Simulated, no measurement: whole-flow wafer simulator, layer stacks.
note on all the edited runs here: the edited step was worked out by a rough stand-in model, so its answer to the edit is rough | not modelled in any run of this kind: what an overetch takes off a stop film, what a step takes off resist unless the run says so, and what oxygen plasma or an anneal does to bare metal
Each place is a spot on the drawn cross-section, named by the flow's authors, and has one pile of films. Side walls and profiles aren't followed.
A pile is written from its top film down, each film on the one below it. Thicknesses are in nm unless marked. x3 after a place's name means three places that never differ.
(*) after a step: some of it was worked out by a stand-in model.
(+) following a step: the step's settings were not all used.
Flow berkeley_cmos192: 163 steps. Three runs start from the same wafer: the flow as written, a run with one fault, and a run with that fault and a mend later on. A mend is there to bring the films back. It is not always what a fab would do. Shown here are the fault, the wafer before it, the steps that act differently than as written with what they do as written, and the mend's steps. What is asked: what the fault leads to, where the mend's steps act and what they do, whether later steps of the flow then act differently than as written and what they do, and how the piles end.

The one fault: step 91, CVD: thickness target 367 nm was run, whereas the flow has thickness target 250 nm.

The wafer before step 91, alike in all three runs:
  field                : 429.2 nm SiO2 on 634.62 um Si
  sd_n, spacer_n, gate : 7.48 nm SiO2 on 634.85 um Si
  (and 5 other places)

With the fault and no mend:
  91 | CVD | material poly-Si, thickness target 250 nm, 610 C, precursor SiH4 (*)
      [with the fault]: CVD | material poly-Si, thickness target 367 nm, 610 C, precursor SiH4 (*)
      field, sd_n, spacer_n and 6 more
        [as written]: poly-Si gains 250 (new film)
        [with the fault]: poly-Si gains 367 (new film)
  Steps further on in the flow that do not act as written (16 other steps are not shown; they differ only slightly, by no more than 2% or 0.5 nm, whichever is larger):
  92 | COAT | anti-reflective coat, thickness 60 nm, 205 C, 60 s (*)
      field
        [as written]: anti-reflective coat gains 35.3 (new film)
        [with the fault]: anti-reflective coat gains 36.4 (new film)
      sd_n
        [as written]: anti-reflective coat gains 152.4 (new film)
        [with the fault]: anti-reflective coat gains 157.5 (new film)
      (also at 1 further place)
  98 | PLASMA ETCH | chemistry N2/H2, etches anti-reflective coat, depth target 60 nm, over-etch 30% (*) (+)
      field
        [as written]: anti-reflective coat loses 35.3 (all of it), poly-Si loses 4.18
        [with the fault]: anti-reflective coat loses 36.4 (all of it), poly-Si loses 4.32
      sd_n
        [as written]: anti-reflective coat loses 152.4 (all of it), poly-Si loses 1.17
        [with the fault]: anti-reflective coat loses 157.5 (all of it), poly-Si loses 1.21
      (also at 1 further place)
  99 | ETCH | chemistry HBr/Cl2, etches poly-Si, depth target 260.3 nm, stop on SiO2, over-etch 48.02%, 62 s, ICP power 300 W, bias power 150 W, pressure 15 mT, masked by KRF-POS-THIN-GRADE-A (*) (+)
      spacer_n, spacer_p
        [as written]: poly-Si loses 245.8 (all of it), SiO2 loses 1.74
        [with the fault]: poly-Si loses 362.6 (all of it), SiO2 loses 0.11
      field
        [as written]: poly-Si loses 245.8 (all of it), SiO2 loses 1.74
        [with the fault]: poly-Si loses 362.7 (all of it), SiO2 loses 0.11
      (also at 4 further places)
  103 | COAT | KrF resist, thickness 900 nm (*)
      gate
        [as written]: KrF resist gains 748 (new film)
        [with the fault]: KrF resist gains 650 (new film)
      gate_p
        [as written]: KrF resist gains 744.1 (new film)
        [with the fault]: KrF resist gains 646.1 (new film)
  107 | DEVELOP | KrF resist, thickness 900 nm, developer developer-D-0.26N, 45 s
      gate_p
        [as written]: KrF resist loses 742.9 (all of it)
        [with the fault]: KrF resist loses 645.2 (all of it)
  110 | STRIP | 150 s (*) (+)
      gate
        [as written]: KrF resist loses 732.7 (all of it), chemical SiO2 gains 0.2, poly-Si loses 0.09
        [with the fault]: KrF resist loses 634.8 (all of it), chemical SiO2 gains 0.2, poly-Si loses 0.09
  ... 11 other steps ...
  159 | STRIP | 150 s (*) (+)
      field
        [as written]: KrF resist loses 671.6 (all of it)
        [with the fault]: KrF resist loses 685.8 (all of it)
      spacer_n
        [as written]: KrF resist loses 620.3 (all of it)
        [with the fault]: KrF resist loses 558.6 (all of it)
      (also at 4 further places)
  By the end, the piles at spacer_n, gate, spacer_p, gate_p depart from the flow's by more than 2% or 0.5 nm, whichever is larger.
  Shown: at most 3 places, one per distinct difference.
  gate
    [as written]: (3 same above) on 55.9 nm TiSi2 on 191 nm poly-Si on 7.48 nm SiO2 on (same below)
    [with the fault]: (3 same above) on 55.9 nm TiSi2 on 308 nm poly-Si on 7.48 nm SiO2 on (same below)
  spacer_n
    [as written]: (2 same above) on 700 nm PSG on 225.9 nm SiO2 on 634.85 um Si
    [with the fault]: (2 same above) on 700 nm PSG on 342.9 nm SiO2 on 634.85 um Si
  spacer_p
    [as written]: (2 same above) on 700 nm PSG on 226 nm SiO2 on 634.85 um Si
    [with the fault]: (2 same above) on 700 nm PSG on 343 nm SiO2 on 634.85 um Si

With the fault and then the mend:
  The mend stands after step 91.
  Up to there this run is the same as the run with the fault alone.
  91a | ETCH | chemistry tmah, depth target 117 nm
      field, sd_n, spacer_n and 6 more
        poly-Si loses 117
  Every later step of the flow that is run acts as written at every place that is followed.
  By the end, the piles equal the flow's at every place that both follow.
